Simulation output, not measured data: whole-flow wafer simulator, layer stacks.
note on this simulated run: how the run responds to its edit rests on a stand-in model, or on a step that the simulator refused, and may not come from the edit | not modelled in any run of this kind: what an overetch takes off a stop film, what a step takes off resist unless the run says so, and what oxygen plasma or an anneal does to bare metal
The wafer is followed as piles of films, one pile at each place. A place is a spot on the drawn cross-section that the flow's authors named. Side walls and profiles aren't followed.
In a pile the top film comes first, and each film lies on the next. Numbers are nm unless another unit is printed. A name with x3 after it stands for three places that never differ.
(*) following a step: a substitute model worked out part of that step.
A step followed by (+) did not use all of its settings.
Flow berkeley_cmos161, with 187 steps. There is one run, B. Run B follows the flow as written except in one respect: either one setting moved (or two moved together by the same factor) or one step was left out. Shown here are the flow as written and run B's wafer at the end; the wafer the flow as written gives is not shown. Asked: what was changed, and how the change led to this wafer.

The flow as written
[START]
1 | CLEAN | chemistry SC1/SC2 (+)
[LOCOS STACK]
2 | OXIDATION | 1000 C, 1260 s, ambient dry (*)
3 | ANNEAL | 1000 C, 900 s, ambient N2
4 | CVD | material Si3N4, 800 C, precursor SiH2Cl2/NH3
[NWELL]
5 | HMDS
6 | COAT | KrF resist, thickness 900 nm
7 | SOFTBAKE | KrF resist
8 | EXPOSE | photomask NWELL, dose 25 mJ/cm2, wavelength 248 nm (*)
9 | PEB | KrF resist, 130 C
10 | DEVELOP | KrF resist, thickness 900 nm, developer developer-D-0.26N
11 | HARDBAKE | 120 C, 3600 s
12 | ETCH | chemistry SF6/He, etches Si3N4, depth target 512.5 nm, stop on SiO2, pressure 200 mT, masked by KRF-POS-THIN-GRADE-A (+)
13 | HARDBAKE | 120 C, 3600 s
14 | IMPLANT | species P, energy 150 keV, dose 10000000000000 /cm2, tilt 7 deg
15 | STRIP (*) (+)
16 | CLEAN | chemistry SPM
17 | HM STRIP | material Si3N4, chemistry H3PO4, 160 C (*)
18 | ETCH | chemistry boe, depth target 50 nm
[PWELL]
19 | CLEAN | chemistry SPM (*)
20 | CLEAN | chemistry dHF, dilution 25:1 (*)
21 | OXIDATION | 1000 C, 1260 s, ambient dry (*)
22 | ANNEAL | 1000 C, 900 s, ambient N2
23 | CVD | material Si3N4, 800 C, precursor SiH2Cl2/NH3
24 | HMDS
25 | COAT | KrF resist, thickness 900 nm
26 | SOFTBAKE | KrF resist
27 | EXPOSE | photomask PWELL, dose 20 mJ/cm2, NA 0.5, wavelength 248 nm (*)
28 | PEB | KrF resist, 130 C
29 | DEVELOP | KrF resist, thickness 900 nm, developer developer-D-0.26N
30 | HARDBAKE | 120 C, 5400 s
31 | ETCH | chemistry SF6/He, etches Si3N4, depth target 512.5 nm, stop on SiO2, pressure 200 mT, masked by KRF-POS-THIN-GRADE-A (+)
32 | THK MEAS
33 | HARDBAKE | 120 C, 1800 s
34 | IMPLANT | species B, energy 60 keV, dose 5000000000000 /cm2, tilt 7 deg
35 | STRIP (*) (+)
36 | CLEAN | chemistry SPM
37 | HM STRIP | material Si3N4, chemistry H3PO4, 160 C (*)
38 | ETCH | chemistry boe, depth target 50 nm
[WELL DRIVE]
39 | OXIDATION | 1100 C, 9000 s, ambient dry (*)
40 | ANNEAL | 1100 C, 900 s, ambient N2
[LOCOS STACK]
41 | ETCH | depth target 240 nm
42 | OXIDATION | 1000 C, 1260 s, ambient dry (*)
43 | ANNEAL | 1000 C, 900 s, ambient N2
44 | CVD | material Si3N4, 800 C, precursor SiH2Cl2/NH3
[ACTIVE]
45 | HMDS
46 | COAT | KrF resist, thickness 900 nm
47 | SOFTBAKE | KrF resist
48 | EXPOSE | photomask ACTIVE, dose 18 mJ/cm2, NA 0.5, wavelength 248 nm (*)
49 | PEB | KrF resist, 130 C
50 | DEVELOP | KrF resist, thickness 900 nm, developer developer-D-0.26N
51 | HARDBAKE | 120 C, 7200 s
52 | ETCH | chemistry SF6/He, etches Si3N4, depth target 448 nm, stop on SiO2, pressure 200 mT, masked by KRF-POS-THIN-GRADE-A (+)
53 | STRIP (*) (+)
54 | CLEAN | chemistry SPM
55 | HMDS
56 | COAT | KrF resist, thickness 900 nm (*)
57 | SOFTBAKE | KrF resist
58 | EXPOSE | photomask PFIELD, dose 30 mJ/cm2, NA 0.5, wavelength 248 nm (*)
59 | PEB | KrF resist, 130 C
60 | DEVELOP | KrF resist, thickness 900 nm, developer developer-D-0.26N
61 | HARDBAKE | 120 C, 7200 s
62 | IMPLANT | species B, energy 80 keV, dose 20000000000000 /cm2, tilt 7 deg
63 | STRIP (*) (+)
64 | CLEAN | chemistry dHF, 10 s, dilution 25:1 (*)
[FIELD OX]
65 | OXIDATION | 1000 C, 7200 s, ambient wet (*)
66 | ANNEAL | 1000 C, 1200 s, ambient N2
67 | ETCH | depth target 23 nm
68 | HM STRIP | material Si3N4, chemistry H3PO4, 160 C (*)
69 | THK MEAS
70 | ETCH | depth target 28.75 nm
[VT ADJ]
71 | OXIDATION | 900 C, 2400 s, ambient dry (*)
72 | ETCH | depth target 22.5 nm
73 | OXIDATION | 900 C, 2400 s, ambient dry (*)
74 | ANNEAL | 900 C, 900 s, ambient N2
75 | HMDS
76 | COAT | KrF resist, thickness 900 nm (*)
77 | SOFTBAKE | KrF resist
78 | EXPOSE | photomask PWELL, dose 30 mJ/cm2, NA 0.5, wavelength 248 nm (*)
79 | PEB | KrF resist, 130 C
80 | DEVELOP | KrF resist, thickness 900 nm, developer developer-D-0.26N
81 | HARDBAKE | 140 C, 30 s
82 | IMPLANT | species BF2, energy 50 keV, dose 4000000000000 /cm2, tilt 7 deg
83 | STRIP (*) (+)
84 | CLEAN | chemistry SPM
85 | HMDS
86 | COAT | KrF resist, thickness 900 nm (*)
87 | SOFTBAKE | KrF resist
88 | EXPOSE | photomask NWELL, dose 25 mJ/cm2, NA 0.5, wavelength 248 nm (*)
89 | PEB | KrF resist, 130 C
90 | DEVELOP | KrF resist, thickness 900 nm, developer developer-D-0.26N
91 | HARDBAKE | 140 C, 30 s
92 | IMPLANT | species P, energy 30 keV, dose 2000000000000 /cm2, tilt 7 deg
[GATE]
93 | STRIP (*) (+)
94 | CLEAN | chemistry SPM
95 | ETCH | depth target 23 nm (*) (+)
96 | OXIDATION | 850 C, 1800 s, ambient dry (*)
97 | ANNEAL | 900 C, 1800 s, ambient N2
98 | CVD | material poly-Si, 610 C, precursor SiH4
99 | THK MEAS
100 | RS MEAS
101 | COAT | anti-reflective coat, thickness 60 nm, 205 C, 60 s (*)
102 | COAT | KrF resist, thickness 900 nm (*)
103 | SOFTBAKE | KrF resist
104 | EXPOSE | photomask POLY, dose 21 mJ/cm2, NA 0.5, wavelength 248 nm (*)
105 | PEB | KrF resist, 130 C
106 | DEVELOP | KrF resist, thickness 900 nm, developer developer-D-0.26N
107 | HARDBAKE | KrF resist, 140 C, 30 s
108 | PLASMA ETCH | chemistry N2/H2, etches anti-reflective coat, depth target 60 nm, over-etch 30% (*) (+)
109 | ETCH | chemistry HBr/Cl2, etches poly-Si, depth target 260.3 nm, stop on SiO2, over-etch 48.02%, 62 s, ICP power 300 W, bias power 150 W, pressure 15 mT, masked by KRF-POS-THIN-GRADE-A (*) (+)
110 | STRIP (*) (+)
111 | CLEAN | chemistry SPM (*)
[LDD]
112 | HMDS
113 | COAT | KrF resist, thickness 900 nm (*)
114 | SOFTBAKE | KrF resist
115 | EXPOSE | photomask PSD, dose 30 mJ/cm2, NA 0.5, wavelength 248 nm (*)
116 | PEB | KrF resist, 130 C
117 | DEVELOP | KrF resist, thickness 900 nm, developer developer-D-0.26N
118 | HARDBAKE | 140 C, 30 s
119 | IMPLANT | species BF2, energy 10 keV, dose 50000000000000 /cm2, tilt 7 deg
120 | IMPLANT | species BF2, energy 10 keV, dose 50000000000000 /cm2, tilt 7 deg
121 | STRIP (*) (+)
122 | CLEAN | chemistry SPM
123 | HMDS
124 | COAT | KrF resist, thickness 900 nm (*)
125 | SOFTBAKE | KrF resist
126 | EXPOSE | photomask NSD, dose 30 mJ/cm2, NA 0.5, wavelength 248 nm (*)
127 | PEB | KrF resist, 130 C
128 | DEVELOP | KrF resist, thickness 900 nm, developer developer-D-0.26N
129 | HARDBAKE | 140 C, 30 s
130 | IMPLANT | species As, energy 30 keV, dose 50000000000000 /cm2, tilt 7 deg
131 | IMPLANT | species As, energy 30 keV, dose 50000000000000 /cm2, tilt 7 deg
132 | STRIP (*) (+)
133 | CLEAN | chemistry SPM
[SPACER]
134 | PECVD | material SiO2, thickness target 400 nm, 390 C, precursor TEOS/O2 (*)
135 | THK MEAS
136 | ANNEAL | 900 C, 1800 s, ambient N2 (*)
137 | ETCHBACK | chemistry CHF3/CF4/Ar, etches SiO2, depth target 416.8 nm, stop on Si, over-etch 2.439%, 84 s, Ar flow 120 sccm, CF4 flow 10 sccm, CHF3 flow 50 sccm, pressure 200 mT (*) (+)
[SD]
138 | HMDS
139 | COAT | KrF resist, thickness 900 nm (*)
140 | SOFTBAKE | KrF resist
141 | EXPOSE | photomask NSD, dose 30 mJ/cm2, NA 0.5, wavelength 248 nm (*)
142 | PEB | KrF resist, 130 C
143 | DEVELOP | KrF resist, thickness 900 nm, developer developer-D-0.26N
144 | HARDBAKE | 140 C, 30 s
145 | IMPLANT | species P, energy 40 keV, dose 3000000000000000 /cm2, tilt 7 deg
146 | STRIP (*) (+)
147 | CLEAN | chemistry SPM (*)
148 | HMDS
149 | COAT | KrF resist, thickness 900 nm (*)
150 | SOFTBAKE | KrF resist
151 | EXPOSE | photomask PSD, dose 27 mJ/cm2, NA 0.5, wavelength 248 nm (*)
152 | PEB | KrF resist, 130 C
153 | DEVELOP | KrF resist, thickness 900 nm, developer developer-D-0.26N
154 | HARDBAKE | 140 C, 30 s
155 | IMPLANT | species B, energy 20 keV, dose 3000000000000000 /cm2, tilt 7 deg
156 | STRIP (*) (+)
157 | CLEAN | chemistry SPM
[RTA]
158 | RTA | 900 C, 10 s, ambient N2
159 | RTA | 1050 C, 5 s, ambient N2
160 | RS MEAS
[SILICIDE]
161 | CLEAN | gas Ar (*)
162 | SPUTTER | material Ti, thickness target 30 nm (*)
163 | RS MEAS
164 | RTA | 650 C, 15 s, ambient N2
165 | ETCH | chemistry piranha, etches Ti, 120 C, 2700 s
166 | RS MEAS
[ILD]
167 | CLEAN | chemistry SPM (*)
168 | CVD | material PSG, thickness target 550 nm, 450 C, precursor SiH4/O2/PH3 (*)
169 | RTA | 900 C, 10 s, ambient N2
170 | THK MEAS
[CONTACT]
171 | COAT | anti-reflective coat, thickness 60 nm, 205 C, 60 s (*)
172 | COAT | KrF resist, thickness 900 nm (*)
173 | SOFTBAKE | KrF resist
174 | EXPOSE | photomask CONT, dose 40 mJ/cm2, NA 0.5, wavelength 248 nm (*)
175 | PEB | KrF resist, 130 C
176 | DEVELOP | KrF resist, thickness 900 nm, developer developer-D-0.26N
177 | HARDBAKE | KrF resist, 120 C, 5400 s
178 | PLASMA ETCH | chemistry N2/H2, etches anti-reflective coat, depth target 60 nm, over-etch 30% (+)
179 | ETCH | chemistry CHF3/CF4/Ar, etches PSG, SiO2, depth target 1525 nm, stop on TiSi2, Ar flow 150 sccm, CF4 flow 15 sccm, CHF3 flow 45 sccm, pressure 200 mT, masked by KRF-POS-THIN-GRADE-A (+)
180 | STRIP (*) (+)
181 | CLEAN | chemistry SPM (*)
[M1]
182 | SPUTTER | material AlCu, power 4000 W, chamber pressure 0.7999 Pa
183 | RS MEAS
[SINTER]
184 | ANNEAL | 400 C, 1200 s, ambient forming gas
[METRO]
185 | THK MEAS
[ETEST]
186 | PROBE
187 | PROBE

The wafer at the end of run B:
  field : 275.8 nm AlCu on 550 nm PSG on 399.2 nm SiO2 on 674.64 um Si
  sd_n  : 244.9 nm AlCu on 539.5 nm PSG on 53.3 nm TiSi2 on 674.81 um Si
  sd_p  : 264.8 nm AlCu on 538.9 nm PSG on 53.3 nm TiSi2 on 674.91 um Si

Cause: step 37, HM STRIP: material Si3N4, chemistry H3PO4, 160 C (*), was skipped.

The path from the change to this, step by step:
  38 | ETCH | chemistry boe, depth target 50 nm
      sd_p, spacer_p, gate_p, m1: nothing (it would be, as written: SiO2 loses 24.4 (all of it))
      field, sd_n, spacer_n, gate_n, contact: SiO2 loses 21.8 (all of it) (it would be, as written: SiO2 loses 12.2 (all of it))
  39 | OXIDATION | 1100 C, 9000 s, ambient dry (*)
      sd_p, spacer_p, gate_p, m1: nothing (it would be, as written: SiO2 gains 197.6 (new film), Si loses 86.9)
  41 | ETCH | depth target 240 nm
      sd_p, spacer_p, gate_p, m1: nothing (it would be, as written: SiO2 loses 197.6 (all of it))
  42 | OXIDATION | 1000 C, 1260 s, ambient dry (*)
      sd_p, spacer_p, gate_p, m1: nothing (it would be, as written: SiO2 gains 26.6 (new film), Si loses 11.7)
  44 | CVD | material Si3N4, 800 C, precursor SiH2Cl2/NH3
      sd_p, spacer_p, gate_p, m1: Si3N4 gains 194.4 (it would be, as written: Si3N4 gains 194.4 (new film))
  46 | COAT | KrF resist, thickness 900 nm
      sd_n: KrF resist gains 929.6 (new film) (it would be, as written: KrF resist gains 900 (new film))
      sd_p: KrF resist gains 744.2 (new film) (it would be, as written: KrF resist gains 900 (new film))
      (also at 4 further places)
  51 | HARDBAKE | 120 C, 7200 s
      sd_p: KrF resist loses 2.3 (it would be, as written: KrF resist loses 2.9)
      m1: KrF resist loses 2.09 (it would be, as written: KrF resist loses 2.9)
  53 | STRIP (*) (+)
      sd_n: KrF resist loses 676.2 (all of it) (it would be, as written: KrF resist loses 646.8 (all of it))
      sd_p: KrF resist loses 491.9 (all of it) (it would be, as written: KrF resist loses 646.8 (all of it))
      (also at 4 further places)
  56 | COAT | KrF resist, thickness 900 nm (*)
      sd_n: KrF resist gains 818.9 (new film) (it would be, as written: KrF resist gains 796.1 (new film))
      sd_p: KrF resist gains 670.7 (new film) (it would be, as written: KrF resist gains 813.7 (new film))
      (also at 4 further places)
  61 | HARDBAKE | 120 C, 7200 s
      sd_p: KrF resist loses 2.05 (it would be, as written: KrF resist loses 2.56)
      m1: KrF resist loses 1.81 (it would be, as written: KrF resist loses 2.5)
  63 | STRIP (*) (+)
      sd_n: KrF resist loses 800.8 (all of it) (it would be, as written: KrF resist loses 778.1 (all of it))
      sd_p: KrF resist loses 653.4 (all of it) (it would be, as written: KrF resist loses 795.7 (all of it))
      (also at 4 further places)
  65 | OXIDATION | 1000 C, 7200 s, ambient wet (*)
      sd_p: SiO2 gains 12.1 (new film), Si3N4 loses 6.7 (it would be, as written: SiO2 gains 12.1 (new film), Si3N4 loses 6.7, SiO2 gains 0.25, Si loses 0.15)
  68 | HM STRIP | material Si3N4, chemistry H3PO4, 160 C (*)
      sd_p, spacer_p, gate_p, m1: Si3N4 loses 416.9 (all of it), SiO2 loses 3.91 (it would be, as written: Si3N4 loses 187.1 (all of it), SiO2 loses 1.75)
      field: SiO2 loses 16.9 (it would be, as written: SiO2 loses 7.6)
  70 | ETCH | depth target 28.75 nm
      spacer_p, gate_p, m1: SiO2 loses 22.6 (all of it) (it would be, as written: SiO2 loses 24.8 (all of it))
      sd_p: SiO2 loses 22.7 (all of it) (it would be, as written: SiO2 loses 25 (all of it))
  76 | COAT | KrF resist, thickness 900 nm (*)
      sd_p: KrF resist gains 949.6 (new film) (it would be, as written: KrF resist gains 1002.2 (new film))
      spacer_p: KrF resist gains 940.2 (new film) (it would be, as written: KrF resist gains 981.1 (new film))
      (also at 2 further places)
  81 | HARDBAKE | 140 C, 30 s
      sd_p: KrF resist loses 153.8 (it would be, as written: KrF resist loses 162.1)
      spacer_p: KrF resist loses 152.2 (it would be, as written: KrF resist loses 158.7)
      (also at 2 further places)
  ... another 31 steps ...
  182 | SPUTTER | material AlCu, power 4000 W, chamber pressure 0.7999 Pa
      sd_n: AlCu gains 244.9 (new film) (it would be, as written: AlCu gains 275.8 (new film))
      sd_p: AlCu gains 264.8 (new film) (it would be, as written: AlCu gains 234.7 (new film))
